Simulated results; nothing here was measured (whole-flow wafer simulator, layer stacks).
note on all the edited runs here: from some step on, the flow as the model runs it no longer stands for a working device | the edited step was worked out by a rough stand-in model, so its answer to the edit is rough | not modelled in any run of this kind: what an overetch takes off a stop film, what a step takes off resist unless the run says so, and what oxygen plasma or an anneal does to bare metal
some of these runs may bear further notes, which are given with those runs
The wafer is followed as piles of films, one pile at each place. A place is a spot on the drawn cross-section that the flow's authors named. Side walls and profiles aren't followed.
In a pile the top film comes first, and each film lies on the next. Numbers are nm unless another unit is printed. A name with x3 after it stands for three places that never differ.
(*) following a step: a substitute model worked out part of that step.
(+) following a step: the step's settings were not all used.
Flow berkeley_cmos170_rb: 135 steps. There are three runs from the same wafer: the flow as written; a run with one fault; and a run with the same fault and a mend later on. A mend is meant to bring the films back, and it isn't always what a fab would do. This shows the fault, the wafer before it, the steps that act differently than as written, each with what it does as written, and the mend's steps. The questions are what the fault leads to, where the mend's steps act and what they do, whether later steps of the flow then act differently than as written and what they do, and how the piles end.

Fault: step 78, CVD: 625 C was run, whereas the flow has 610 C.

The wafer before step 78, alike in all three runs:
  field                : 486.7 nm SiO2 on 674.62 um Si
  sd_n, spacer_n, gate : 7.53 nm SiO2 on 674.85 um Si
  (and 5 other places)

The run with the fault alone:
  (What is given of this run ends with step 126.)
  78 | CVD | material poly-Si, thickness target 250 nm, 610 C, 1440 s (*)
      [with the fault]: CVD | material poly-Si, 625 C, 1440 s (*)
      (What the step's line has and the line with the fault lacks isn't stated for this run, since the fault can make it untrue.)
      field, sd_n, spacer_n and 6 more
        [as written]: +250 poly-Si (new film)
        [with the fault]: +335.6 poly-Si (new film)
  Later steps of the flow acting differently than as written (not shown: 5 more steps that differ only slightly, by at most 2% or 0.5 nm, whichever is larger):
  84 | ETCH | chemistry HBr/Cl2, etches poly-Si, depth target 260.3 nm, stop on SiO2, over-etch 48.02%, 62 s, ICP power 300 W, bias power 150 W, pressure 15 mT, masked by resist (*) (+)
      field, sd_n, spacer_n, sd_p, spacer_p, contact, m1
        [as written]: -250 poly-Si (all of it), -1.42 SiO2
        [with the fault]: -335.6 poly-Si (all of it), -0.25 SiO2
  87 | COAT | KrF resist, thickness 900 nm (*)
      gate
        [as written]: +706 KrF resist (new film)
        [with the fault]: +640.9 KrF resist (new film)
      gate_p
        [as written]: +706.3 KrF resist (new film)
        [with the fault]: +641.7 KrF resist (new film)
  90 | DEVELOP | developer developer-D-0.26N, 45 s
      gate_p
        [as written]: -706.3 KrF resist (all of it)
        [with the fault]: -641.7 KrF resist (all of it)
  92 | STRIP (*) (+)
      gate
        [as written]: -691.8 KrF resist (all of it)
        [with the fault]: -626.7 KrF resist (all of it)
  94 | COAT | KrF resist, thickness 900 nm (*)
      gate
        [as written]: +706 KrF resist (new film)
        [with the fault]: +640.9 KrF resist (new film)
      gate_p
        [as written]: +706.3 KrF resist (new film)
        [with the fault]: +641.7 KrF resist (new film)
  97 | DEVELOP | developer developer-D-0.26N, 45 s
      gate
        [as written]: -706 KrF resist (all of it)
        [with the fault]: -640.9 KrF resist (all of it)
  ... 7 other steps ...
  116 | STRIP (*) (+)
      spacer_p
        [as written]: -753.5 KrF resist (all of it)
        [with the fault]: -693.4 KrF resist (all of it)
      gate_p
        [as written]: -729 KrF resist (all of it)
        [with the fault]: -670.3 KrF resist (all of it)
  The piles after step 126 differ from the flow's at spacer_n, gate, spacer_p, gate_p by more than 2% or 0.5 nm, whichever is larger.
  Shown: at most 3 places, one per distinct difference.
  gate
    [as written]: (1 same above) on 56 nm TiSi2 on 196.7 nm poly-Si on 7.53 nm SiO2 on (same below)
    [with the fault]: (1 same above) on 56 nm TiSi2 on 282.3 nm poly-Si on 7.53 nm SiO2 on (same below)
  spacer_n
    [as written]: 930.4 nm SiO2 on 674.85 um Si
    [with the fault]: 1016 nm SiO2 on 674.85 um Si
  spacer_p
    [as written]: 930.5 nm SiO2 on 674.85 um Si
    [with the fault]: 1016.1 nm SiO2 on 674.85 um Si

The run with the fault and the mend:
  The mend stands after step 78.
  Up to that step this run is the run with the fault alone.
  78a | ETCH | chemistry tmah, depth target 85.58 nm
      field, sd_n, spacer_n and 6 more
        -85.6 poly-Si
  None of the later steps of the flow acts differently than as written at any place that is followed.
  The piles end only slightly different from the flow's at the places that both follow, by no more than 2% or 0.5 nm, whichever is larger.
